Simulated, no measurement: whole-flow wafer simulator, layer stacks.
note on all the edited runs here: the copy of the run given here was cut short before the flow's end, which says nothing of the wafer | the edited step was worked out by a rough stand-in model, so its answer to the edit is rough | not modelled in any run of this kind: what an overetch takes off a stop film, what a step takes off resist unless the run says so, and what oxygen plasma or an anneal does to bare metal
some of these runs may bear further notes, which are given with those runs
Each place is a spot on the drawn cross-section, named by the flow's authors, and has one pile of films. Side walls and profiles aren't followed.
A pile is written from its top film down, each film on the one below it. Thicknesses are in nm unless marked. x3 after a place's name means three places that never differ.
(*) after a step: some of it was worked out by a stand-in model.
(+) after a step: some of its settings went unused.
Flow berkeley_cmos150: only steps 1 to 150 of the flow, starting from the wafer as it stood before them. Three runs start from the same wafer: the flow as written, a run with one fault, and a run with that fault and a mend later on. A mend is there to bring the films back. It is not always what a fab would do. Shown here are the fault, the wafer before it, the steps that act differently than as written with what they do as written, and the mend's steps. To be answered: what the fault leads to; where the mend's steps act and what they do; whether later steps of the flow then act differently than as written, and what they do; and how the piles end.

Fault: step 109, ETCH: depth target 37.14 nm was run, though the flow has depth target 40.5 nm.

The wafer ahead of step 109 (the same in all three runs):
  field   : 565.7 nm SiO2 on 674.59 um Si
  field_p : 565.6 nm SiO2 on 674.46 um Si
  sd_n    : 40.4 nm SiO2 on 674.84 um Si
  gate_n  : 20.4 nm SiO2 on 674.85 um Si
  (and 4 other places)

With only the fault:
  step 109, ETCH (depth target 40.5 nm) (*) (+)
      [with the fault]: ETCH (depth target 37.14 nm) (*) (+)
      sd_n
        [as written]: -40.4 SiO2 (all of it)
        [with the fault]: -37.1 SiO2
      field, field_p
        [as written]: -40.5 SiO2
        [with the fault]: -37.1 SiO2
  Steps later in the flow that act otherwise than as written (not shown: 16 more steps that differ only slightly, by at most 2% or 0.5 nm, whichever is larger):
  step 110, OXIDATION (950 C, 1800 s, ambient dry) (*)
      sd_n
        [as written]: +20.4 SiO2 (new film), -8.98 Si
        [with the fault]: +18.2 SiO2, -8.02 Si
  At sd_n, the piles at the end differ from the flow's by more than 2% or 0.5 nm, whichever is larger.
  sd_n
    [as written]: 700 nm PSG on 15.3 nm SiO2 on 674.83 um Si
    [with the fault]: 700 nm PSG on 16.4 nm SiO2 on 674.83 um Si

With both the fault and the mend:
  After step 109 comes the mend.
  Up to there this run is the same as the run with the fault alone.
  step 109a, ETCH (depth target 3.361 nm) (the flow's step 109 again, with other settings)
      field, field_p
        -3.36 SiO2
      sd_n
        -3.3 SiO2 (all of it)
  Later steps of the flow that are run all act as written at every place that is followed, up to a difference of at most 2% or 0.5 nm, whichever is larger.
  At every place that both follow, the piles at the end match the flow's.
